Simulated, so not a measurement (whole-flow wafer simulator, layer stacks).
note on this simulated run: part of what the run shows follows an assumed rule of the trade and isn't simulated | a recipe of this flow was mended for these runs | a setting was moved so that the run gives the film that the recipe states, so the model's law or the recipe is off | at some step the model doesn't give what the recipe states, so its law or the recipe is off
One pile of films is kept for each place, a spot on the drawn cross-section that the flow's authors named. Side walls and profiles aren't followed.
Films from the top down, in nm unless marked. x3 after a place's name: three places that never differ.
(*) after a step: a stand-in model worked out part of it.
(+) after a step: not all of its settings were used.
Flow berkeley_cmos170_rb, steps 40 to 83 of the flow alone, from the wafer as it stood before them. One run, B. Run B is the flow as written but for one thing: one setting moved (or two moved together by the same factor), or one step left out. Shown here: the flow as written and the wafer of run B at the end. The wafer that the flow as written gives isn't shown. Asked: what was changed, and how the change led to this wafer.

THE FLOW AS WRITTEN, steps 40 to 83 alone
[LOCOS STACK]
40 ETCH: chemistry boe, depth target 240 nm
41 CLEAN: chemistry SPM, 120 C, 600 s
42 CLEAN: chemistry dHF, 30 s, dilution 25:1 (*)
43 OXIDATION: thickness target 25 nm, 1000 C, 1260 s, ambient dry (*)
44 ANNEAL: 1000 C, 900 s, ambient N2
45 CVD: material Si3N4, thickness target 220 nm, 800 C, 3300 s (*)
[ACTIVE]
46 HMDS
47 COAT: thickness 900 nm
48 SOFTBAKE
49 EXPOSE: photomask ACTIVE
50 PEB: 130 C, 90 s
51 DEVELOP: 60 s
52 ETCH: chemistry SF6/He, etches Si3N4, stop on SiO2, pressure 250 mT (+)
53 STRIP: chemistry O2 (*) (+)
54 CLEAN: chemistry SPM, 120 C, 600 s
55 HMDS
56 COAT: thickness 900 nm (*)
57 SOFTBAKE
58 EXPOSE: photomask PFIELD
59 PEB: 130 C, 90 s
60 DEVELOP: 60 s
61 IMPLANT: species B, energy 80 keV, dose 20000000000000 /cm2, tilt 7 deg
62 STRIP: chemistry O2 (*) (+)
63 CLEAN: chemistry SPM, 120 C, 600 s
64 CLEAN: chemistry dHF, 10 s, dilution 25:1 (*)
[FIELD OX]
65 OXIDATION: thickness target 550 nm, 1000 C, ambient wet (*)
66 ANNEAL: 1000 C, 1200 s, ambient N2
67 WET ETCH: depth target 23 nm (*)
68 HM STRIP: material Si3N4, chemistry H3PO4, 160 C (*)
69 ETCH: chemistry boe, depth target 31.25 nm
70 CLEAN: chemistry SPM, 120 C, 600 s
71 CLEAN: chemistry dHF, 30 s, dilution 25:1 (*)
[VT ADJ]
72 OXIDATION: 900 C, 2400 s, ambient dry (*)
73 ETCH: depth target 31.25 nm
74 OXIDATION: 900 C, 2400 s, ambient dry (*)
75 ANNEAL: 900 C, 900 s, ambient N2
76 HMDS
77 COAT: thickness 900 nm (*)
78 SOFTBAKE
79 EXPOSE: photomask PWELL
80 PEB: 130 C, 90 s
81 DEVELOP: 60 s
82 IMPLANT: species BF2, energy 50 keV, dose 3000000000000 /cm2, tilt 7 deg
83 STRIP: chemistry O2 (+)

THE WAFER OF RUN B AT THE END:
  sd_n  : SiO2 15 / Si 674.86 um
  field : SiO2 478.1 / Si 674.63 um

The cause: step 69, ETCH: depth target 15.62 nm was run, where the flow has depth target 31.25 nm.

How the change led to this, step by step:
  69 ETCH: chemistry boe, depth target 31.25 nm
      spacer_n, spacer_p, gate_p, contact, m1: SiO2 -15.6 (as written it would be: SiO2 -23.2 (all of it))
      gate, sd_p: SiO2 -15.6 (as written it would be: SiO2 -23.3 (all of it))
      (and at 2 more places)
  70 CLEAN: chemistry SPM, 120 C, 600 s
      sd_n, spacer_n, gate, sd_p, spacer_p, gate_p, contact, m1: nothing (as written it would be: chemical SiO2 +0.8 (new film), Si -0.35)
  71 CLEAN: chemistry dHF, 30 s, dilution 25:1 (*)
      sd_n, spacer_n, gate, sd_p, spacer_p, gate_p, contact, m1: SiO2 -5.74 (as written it would be: chemical SiO2 -0.8 (all of it))
  72 OXIDATION: 900 C, 2400 s, ambient dry (*)
      spacer_n, spacer_p, gate_p, contact, m1: SiO2 +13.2, Si -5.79 (as written it would be: SiO2 +15 (new film), Si -6.62)
      sd_n: SiO2 +13, Si -5.74 (as written it would be: SiO2 +15 (new film), Si -6.62)
      (and at 2 more places)
  73 ETCH: depth target 31.25 nm
      sd_n: SiO2 -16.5 (all of it) (as written it would be: SiO2 -15 (all of it))
